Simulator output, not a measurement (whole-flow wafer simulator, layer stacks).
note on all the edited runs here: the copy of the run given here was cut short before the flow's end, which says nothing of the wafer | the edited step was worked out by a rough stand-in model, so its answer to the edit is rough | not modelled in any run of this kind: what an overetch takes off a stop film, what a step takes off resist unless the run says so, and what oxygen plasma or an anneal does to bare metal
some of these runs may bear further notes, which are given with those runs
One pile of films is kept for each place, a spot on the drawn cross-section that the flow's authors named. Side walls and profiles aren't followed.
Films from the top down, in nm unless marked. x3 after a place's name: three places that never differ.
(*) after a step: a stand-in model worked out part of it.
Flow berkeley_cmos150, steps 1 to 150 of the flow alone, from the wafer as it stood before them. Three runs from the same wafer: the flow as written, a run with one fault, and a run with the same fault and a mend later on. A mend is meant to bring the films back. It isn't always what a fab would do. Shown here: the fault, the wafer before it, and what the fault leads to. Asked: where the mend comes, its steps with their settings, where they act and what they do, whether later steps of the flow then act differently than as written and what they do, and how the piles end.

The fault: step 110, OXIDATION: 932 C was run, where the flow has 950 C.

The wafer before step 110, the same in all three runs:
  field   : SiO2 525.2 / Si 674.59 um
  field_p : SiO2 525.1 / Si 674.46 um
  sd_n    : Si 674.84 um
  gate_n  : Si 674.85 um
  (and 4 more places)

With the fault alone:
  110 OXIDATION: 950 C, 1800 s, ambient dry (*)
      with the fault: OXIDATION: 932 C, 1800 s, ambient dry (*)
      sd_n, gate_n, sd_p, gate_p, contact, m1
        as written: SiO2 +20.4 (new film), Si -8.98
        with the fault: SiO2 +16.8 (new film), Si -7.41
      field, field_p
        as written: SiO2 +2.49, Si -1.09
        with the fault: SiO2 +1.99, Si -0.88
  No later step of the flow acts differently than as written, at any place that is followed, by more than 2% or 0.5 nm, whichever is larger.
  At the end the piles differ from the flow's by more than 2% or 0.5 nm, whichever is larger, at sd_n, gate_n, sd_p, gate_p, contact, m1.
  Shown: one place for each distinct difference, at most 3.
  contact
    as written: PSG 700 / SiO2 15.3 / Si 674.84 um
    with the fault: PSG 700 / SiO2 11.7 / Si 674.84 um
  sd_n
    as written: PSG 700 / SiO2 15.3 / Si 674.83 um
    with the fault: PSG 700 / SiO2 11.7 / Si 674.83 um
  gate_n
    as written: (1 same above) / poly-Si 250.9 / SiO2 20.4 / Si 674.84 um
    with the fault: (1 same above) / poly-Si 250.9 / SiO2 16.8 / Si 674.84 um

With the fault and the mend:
  The mend comes after step 112.
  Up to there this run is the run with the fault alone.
  112a OXIDATION: 950 C, 385 s, ambient dry (*) (the flow's step 110 once more, with other settings)
      sd_n, gate_n, sd_p, gate_p, contact, m1
        SiO2 +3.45, Si -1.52
      field, field_p
        SiO2 +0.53, Si -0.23
  112b ANNEAL: 950 C, 1200 s, ambient N2 (the flow's step 111 once more)
      changes no film at any place that is followed
  No later step of the flow acts differently than as written, at any place that is followed, by more than 2% or 0.5 nm, whichever is larger.
  At the end the piles differ from the flow's only slightly at the places that both follow, by at most 2% or 0.5 nm, whichever is larger.
